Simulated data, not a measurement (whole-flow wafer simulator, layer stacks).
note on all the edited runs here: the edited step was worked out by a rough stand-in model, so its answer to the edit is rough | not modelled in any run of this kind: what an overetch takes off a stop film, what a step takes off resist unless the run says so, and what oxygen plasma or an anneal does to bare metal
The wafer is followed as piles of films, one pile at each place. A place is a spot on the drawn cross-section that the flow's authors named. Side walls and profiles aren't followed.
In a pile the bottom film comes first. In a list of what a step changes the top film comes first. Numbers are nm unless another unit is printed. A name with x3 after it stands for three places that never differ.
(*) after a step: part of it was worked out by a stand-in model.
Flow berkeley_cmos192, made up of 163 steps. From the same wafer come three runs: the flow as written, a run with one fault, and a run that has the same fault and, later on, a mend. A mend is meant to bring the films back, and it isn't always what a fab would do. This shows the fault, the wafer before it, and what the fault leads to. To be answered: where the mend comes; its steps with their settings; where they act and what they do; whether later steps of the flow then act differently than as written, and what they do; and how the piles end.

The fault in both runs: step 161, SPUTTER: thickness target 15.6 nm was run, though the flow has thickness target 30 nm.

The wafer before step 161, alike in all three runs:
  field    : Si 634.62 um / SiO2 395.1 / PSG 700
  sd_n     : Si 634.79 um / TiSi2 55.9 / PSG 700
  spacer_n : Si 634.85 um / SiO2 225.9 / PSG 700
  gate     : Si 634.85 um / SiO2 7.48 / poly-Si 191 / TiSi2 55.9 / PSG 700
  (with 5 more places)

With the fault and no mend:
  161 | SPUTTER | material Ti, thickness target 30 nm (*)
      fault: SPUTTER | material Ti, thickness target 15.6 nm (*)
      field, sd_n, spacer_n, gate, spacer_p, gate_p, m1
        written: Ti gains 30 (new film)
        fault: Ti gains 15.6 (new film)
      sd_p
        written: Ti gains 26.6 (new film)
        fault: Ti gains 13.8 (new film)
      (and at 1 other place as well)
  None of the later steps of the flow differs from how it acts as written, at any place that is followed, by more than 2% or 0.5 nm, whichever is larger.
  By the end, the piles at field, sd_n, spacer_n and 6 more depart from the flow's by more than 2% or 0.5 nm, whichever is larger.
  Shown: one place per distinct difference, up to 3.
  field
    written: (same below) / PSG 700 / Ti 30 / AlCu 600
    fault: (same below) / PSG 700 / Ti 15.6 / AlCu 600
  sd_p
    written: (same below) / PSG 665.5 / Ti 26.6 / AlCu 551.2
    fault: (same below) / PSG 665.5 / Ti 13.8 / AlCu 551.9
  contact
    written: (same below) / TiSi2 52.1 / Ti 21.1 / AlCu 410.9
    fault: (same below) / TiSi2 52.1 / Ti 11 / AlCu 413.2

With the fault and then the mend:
  The mend follows step 161.
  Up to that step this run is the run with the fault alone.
  161a | SPUTTER | material Ti, thickness target 14.28 nm (*) (the flow's step 161, run once more with other settings)
      field, sd_n, spacer_n, gate, spacer_p, gate_p, m1
        Ti gains 14.3
      sd_p
        Ti gains 12.7
      contact
        Ti gains 9.99
  None of the later steps of the flow acts differently than as written at any place that is followed.
  At the end the piles are close to the flow's at the places that both follow, differing by at most 2% or 0.5 nm, whichever is larger.
